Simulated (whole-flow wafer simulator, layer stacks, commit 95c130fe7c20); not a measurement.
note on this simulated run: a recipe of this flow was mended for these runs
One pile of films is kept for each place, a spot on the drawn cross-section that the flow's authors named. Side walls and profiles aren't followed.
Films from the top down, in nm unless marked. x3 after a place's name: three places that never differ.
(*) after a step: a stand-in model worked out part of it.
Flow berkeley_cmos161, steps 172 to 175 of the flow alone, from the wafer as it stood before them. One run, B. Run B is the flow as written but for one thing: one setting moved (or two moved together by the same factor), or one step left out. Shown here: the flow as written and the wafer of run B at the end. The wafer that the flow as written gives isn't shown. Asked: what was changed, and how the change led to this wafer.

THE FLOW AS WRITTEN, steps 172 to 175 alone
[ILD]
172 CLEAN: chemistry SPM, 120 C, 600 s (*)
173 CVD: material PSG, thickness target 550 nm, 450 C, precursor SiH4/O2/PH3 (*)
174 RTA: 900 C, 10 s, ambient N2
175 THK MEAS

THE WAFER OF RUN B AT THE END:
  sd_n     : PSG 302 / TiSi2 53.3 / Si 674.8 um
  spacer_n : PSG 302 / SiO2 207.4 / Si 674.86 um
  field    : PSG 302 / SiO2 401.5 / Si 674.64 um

The cause: step 173, CVD: thickness target 302 nm was run, where the flow has thickness target 550 nm.
It can be read off the wafer: sd_n has PSG 302, and step 173 as written asks for 550 nm.

How the change led to this, step by step:
  173 CVD: material PSG, thickness target 550 nm, 450 C, precursor SiH4/O2/PH3 (*)
      field, sd_n, spacer_n, gate_n, spacer_p, gate_p, contact x2: PSG +302 (new film) (as written it would be: PSG +550 (new film))
      sd_p: PSG +288.7 (new film) (as written it would be: PSG +522.4 (new film))
